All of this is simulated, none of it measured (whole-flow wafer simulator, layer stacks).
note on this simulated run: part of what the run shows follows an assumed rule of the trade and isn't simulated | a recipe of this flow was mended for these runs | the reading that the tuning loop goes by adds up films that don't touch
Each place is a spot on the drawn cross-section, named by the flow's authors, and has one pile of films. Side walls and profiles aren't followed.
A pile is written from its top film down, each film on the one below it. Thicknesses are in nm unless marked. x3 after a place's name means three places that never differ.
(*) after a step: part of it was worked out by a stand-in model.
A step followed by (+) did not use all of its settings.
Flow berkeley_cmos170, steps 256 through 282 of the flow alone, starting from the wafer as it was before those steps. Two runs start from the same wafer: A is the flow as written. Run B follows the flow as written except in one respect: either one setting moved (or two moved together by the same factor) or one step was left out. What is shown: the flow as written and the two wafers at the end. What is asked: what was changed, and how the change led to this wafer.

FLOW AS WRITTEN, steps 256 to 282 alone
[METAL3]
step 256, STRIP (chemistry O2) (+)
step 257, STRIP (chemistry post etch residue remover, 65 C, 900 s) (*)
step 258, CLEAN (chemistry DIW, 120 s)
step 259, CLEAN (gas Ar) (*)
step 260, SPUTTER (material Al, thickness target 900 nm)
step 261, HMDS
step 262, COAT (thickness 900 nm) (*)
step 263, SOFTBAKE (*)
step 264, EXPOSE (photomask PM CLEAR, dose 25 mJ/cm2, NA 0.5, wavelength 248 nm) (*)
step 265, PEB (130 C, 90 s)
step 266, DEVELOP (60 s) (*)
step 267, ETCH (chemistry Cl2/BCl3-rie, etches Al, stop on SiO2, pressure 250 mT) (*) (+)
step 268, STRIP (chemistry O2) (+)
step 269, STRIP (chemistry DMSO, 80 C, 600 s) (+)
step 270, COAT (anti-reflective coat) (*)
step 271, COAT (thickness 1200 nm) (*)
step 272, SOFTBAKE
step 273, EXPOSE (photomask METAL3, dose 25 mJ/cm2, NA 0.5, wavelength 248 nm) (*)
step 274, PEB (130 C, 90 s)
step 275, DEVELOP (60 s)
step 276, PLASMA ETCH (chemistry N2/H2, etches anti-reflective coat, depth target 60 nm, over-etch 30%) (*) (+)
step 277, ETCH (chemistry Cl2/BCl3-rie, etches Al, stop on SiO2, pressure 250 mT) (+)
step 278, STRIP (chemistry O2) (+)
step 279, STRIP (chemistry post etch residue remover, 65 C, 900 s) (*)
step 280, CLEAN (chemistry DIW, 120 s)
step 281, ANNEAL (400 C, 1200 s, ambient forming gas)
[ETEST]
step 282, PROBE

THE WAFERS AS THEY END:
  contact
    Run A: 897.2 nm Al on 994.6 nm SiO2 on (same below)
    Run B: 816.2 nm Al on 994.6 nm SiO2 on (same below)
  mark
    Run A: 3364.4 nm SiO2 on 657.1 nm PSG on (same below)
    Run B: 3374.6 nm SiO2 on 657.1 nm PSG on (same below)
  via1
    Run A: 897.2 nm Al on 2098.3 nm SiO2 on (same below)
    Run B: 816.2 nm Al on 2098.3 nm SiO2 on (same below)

The reason: step 260, SPUTTER: thickness target 819 nm was run, while the flow as written has thickness target 900 nm.

Step by step, how the change led to this:
  step 260, SPUTTER (material Al, thickness target 900 nm)
      field, mark, sd_n and 9 more: A Al gains 900 (new film) | B Al gains 819 (new film)
      via2: A Al gains 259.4 | B Al gains 246
  step 262, COAT (thickness 900 nm) (*)
      via2: A KrF-resist gains 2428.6 (new film) | B KrF-resist gains 2363.4 (new film)
  step 267, ETCH (chemistry Cl2/BCl3-rie, etches Al, stop on SiO2, pressure 250 mT) (*) (+)
      field, sd_n, spacer_n and 9 more: A KrF-resist loses 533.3 | B KrF-resist loses 492.8
      mark: A Al loses 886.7 (all of it), SiO2 loses 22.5 | B Al loses 805.7 (all of it), SiO2 loses 22.5
  step 268, STRIP (chemistry O2) (+)
      field, spacer_n, gate_n: A KrF-resist loses 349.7 (all of it) | B KrF-resist loses 390.2 (all of it)
      spacer_p, gate_p: A KrF-resist loses 349.6 (all of it) | B KrF-resist loses 390.1 (all of it)
      (as well as at 6 more places)
  step 270, COAT (anti-reflective coat) (*)
      via2: A anti-reflective coat gains 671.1 (new film) | B anti-reflective coat gains 638.3 (new film)
  step 277, ETCH (chemistry Cl2/BCl3-rie, etches Al, stop on SiO2, pressure 250 mT) (+)
      field, sd_n, spacer_n, gate_n, sd_p, spacer_p, gate_p: A Al loses 900 (all of it), SiO2 loses 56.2 | B Al loses 819 (all of it), SiO2 loses 56.2
      contact, m1, via1, m2, via2: A KrF-resist loses 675 | B KrF-resist loses 634.5
      (as well as at 1 more place)
  step 278, STRIP (chemistry O2) (+)
      contact: A KrF-resist loses 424 (all of it), anti-reflective coat loses 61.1 (all of it) | B KrF-resist loses 464.6 (all of it), anti-reflective coat loses 61.1 (all of it)
      m1: A KrF-resist loses 423.6 (all of it), anti-reflective coat loses 40.9 (all of it) | B KrF-resist loses 463.3 (all of it), anti-reflective coat loses 41.2 (all of it)
      (as well as at 3 more places)
